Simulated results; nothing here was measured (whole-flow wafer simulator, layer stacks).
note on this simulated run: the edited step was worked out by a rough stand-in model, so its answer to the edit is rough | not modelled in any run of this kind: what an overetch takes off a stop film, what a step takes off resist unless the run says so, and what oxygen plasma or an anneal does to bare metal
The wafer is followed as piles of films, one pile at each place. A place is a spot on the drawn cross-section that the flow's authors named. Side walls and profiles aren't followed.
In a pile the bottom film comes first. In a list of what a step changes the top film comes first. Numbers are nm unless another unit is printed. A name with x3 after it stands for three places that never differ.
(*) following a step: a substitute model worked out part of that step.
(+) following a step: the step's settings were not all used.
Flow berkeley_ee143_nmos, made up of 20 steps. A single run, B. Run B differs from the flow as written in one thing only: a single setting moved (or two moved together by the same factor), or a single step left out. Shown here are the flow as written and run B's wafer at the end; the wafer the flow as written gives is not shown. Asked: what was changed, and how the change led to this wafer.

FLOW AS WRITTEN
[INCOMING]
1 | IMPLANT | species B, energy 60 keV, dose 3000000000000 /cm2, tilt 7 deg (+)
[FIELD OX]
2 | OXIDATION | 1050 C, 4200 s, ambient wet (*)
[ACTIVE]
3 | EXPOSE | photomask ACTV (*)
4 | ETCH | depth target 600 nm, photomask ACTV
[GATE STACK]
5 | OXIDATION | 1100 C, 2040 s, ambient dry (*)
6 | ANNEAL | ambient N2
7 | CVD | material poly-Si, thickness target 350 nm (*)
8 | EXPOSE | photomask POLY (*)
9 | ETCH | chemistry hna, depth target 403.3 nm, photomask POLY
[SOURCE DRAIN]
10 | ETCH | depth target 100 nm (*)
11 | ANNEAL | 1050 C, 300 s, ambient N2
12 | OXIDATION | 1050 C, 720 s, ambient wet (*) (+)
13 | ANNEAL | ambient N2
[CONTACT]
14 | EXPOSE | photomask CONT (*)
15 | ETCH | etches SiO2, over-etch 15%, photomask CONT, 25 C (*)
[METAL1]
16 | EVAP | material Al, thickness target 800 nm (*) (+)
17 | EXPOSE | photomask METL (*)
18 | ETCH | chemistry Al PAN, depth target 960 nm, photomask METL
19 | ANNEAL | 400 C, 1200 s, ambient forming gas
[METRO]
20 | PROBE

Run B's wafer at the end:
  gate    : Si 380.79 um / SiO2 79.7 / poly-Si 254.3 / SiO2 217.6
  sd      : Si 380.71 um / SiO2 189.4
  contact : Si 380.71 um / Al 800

The reason: step 2, OXIDATION: 2327 s was run, though the flow has 4200 s.

How this came from the change, step by step:
  2 | OXIDATION | 1050 C, 4200 s, ambient wet (*)
      gate, sd, contact, field: SiO2 gains 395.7 (new film), chemical SiO2 loses 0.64 (all of it), Si loses 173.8 (it would be, as written: SiO2 gains 566.4 (new film), chemical SiO2 loses 0.64 (all of it), Si loses 248.9)
  4 | ETCH | depth target 600 nm, photomask ACTV
      gate, sd, contact: SiO2 loses 395.7 (all of it) (it would be, as written: SiO2 loses 566.4 (all of it))
  5 | OXIDATION | 1100 C, 2040 s, ambient dry (*)
      field: SiO2 gains 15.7, Si loses 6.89 (it would be, as written: SiO2 gains 11.6, Si loses 5.1)
  12 | OXIDATION | 1050 C, 720 s, ambient wet (*) (+)
      field: SiO2 gains 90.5, Si loses 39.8 (it would be, as written: SiO2 gains 69.1, Si loses 30.4)
